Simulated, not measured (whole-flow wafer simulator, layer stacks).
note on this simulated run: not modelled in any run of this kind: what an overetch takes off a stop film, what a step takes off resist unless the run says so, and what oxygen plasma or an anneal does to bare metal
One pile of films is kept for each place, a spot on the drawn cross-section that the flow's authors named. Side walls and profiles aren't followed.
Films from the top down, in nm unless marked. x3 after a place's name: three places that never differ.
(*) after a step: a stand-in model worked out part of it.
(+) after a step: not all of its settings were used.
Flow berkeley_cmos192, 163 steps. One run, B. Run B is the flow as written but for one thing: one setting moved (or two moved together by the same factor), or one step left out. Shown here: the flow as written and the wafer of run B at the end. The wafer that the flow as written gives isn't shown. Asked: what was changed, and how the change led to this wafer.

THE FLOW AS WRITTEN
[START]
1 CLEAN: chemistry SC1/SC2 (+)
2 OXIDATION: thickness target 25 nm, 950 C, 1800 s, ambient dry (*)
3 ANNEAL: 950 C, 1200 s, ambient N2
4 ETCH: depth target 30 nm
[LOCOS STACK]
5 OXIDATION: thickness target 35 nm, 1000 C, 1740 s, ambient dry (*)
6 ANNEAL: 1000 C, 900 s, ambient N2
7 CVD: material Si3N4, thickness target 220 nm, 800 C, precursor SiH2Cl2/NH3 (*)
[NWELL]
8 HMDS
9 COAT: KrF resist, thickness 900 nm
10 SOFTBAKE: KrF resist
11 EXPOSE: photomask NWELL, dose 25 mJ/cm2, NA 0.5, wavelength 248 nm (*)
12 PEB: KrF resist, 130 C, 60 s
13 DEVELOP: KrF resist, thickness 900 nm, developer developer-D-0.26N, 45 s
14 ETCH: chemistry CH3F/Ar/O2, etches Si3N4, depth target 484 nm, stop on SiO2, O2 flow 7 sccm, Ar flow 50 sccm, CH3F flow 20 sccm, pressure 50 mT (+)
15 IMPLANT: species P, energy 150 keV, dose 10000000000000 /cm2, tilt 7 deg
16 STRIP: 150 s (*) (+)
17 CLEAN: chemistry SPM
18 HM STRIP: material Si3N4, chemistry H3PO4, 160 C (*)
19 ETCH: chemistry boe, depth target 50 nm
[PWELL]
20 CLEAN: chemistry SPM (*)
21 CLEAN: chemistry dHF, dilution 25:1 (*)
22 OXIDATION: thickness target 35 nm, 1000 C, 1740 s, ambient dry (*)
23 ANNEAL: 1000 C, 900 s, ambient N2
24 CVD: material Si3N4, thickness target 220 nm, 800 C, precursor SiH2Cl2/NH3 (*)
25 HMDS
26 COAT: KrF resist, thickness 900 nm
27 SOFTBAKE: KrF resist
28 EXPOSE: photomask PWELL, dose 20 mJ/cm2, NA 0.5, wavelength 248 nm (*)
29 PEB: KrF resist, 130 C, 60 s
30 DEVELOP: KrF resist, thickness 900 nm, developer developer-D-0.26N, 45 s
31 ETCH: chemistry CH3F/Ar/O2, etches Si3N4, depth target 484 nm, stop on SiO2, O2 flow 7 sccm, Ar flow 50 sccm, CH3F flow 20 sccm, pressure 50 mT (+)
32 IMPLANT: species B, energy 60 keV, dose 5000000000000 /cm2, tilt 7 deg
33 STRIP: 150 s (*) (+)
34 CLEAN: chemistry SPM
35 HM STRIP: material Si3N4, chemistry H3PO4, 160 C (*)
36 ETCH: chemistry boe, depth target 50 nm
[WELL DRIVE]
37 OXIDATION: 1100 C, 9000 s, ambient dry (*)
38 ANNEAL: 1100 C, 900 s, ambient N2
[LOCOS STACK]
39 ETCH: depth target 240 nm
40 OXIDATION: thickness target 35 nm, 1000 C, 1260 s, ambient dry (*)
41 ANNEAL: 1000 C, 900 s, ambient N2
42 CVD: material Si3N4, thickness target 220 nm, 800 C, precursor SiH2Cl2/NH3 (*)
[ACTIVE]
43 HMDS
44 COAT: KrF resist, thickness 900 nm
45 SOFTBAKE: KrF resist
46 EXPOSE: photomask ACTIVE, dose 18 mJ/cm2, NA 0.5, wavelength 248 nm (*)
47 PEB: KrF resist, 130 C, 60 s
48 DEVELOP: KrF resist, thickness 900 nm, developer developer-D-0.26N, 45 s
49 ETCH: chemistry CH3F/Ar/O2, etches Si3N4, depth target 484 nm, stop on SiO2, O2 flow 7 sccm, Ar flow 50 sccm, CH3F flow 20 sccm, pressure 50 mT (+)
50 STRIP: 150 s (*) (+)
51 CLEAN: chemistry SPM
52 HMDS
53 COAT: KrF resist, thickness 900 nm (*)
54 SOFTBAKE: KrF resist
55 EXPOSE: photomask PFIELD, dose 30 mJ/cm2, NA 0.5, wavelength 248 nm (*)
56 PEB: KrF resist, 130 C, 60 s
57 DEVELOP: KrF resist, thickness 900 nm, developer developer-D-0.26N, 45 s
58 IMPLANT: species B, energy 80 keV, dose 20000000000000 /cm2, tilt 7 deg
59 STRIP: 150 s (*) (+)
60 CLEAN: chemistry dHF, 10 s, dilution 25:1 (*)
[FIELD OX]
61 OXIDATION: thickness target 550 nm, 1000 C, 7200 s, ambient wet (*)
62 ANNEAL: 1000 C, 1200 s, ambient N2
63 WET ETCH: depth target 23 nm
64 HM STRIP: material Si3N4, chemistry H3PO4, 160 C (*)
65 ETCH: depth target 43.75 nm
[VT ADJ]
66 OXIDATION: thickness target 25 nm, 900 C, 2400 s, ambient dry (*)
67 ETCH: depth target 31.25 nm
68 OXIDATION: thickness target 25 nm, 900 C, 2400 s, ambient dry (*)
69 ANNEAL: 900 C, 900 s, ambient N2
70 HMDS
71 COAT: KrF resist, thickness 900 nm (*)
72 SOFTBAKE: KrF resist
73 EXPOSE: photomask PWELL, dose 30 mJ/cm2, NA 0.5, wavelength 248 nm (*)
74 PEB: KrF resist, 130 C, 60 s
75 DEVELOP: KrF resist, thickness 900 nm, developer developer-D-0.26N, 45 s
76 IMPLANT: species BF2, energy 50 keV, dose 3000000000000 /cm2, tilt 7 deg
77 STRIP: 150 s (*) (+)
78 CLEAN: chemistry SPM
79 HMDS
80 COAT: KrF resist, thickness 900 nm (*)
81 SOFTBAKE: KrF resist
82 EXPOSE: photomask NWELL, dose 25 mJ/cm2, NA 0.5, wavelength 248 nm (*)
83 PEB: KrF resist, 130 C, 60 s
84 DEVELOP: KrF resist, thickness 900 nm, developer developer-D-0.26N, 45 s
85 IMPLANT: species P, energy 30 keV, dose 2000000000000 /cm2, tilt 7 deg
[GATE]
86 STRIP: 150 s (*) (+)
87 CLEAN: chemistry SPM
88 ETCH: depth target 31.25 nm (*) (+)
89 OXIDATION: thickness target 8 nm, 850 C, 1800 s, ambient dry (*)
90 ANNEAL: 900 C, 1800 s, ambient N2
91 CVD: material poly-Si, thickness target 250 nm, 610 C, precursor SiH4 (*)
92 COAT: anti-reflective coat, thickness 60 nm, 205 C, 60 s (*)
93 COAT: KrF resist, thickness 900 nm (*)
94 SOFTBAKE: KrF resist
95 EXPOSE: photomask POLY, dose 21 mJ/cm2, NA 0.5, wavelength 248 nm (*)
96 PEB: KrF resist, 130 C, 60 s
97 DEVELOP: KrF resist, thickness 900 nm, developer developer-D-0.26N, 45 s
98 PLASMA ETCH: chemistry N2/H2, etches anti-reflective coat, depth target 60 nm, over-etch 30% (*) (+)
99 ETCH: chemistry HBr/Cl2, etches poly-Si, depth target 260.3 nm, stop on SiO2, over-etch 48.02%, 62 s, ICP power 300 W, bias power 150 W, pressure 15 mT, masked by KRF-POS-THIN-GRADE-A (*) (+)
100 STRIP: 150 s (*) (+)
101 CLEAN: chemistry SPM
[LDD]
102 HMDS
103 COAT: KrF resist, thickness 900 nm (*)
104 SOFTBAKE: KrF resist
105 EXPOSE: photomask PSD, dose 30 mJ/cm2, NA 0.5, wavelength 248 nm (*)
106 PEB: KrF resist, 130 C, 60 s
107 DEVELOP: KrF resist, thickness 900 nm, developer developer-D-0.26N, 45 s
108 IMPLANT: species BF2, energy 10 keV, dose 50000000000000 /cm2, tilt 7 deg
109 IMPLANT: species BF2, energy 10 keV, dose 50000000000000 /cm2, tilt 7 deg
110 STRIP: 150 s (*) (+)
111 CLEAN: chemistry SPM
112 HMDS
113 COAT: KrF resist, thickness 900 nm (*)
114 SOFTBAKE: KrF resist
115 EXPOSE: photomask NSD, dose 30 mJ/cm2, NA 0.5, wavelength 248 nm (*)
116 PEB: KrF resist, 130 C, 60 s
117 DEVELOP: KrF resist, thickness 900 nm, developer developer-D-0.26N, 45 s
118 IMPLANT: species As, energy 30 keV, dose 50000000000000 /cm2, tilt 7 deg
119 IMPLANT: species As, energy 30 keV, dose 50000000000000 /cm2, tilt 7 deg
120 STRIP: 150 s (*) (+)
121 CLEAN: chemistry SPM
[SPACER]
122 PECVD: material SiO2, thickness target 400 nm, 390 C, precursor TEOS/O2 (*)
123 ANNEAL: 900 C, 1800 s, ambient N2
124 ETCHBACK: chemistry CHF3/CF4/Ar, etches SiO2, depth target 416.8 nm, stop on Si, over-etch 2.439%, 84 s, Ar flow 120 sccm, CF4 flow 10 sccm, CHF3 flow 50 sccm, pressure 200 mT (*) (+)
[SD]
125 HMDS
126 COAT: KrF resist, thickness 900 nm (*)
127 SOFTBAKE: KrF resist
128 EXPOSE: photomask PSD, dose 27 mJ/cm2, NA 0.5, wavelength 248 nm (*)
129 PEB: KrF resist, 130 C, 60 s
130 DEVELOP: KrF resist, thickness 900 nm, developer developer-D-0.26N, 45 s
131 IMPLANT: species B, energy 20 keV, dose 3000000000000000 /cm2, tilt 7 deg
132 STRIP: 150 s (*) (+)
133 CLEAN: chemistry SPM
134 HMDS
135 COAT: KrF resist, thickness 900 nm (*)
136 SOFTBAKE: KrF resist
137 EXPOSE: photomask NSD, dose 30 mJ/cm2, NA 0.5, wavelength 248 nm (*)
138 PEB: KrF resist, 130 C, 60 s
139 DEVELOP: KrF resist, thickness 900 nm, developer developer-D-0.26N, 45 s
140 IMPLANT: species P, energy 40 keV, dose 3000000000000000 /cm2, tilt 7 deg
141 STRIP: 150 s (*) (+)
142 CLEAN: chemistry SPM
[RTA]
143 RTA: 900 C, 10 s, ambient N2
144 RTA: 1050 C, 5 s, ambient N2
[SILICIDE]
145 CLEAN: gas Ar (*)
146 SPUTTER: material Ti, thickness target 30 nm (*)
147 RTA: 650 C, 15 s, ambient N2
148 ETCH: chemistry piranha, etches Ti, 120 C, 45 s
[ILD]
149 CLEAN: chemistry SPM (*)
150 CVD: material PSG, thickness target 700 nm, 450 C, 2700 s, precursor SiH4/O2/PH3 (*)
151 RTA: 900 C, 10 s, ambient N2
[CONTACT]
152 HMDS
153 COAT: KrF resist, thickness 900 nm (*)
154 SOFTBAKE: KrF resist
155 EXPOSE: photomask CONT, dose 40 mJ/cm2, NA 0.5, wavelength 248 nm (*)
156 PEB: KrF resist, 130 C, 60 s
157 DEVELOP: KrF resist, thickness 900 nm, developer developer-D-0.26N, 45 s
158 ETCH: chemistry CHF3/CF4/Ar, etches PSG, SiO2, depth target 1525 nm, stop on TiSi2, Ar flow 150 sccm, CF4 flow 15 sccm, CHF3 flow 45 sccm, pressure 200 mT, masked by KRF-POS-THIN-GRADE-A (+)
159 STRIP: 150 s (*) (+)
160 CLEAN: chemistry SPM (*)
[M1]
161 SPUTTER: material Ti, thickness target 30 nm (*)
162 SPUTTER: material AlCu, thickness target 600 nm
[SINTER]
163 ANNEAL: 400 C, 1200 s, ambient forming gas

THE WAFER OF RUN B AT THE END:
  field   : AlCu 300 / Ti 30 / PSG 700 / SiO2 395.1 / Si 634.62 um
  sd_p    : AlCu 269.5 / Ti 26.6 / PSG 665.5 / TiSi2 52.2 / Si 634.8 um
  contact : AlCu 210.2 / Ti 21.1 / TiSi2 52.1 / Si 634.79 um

The cause: step 162, SPUTTER: thickness target 300 nm was run, where the flow has thickness target 600 nm.
It can be read off the wafer: field has AlCu 300, and step 162 as written asks for 600 nm.

How the change led to this, step by step:
  162 SPUTTER: material AlCu, thickness target 600 nm
      field, sd_n, spacer_n, gate, spacer_p, gate_p, m1: AlCu +300 (new film) (as written it would be: AlCu +600 (new film))
      sd_p: AlCu +269.5 (new film) (as written it would be: AlCu +551.2 (new film))
      (and at 1 more place)
